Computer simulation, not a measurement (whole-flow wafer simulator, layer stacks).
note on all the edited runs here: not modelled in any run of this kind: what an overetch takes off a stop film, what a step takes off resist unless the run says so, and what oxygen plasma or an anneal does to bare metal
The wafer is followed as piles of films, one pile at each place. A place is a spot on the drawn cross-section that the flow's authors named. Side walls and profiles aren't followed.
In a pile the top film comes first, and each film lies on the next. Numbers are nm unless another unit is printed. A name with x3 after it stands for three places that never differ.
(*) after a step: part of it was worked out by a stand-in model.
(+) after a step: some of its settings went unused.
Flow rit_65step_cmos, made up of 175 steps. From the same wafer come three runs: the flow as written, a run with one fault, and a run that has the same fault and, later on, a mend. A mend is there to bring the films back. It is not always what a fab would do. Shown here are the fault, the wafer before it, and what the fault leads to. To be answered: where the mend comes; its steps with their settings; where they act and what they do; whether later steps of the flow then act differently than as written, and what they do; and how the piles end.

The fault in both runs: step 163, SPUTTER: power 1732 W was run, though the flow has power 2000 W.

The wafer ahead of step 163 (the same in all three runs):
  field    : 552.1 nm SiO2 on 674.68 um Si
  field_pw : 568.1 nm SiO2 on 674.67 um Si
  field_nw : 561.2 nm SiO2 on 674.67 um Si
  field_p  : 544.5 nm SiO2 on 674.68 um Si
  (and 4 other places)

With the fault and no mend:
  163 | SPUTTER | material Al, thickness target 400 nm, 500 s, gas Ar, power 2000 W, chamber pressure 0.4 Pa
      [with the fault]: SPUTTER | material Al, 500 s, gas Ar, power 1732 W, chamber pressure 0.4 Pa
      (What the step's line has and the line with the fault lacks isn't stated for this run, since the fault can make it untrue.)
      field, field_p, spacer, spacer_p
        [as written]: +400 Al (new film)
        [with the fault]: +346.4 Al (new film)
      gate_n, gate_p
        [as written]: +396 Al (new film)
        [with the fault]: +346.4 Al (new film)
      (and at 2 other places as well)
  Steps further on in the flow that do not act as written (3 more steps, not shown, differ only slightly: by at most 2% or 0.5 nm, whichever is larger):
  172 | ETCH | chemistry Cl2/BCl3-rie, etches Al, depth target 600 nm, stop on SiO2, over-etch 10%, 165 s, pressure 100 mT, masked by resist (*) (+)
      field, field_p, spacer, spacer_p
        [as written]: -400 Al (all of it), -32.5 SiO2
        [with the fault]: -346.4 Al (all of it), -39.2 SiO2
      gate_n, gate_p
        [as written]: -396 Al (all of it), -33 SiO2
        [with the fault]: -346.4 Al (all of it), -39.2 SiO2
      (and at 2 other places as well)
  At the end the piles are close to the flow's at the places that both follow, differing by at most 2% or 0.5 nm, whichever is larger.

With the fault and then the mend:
  The mend stands after step 164.
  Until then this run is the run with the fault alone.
  164a | SPUTTER | material Al, thickness target 54 nm, 67 s, gas Ar, power 2000 W, chamber pressure 0.4 Pa (the flow's step 163, run once more with other settings)
      field, field_pw, field_nw, field_p, spacer, spacer_p
        +54 Al
      gate_n, gate_p
        +53.2 Al
  None of the later steps of the flow differs from how it acts as written, at any place that is followed, by more than 2% or 0.5 nm, whichever is larger.
  At the end the piles are close to the flow's at the places that both follow, differing by at most 2% or 0.5 nm, whichever is larger.
